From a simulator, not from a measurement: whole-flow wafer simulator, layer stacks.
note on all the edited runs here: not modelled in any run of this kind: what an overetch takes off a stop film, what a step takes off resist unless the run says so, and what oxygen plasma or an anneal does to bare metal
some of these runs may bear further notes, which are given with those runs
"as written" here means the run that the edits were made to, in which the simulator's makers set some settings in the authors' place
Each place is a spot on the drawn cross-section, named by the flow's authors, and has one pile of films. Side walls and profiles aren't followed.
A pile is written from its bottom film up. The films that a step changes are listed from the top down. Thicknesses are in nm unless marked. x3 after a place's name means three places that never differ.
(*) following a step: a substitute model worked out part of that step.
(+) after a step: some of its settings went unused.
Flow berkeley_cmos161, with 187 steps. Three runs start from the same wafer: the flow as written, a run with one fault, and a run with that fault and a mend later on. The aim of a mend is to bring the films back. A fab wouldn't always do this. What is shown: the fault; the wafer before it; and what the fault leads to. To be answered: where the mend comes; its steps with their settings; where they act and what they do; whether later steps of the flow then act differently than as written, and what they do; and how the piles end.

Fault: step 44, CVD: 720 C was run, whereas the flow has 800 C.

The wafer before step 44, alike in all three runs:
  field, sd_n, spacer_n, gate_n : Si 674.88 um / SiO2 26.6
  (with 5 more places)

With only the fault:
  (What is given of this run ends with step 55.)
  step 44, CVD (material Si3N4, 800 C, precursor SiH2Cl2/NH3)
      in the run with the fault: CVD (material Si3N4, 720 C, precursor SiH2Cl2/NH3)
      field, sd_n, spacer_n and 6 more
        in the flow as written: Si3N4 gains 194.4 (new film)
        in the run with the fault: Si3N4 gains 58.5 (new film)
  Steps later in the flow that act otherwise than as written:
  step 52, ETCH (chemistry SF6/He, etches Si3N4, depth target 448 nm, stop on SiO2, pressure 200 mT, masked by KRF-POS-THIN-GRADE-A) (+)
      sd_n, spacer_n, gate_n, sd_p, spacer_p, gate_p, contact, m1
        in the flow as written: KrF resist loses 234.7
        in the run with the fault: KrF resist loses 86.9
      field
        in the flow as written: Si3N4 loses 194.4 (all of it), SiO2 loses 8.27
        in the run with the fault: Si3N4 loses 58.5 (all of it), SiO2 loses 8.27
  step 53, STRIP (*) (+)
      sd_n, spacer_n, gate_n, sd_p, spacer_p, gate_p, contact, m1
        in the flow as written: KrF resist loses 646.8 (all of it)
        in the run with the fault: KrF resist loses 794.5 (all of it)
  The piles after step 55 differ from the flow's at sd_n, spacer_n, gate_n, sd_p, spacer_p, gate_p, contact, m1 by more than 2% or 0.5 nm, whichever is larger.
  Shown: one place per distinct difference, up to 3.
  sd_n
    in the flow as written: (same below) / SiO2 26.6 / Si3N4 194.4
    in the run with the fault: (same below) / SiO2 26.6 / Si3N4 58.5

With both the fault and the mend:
  The mend stands after step 44.
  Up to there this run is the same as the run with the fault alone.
  step 44a, ETCH (chemistry h3po4, depth target 67.27 nm)
      field, sd_n, spacer_n and 6 more
        Si3N4 loses 58.5 (all of it)
  step 44b, CLEAN (chemistry SPM) (the flow's step 36, run once more)
      alters no film at any place that is followed
  step 44c, CVD (material Si3N4, 800 C, precursor SiH2Cl2/NH3) (the flow's step 44, run once more)
      field, sd_n, spacer_n and 6 more
        Si3N4 gains 194.4 (new film)
  None of the later steps of the flow acts differently than as written at any place that is followed.
  By the end, the piles equal the flow's at every place that both follow.
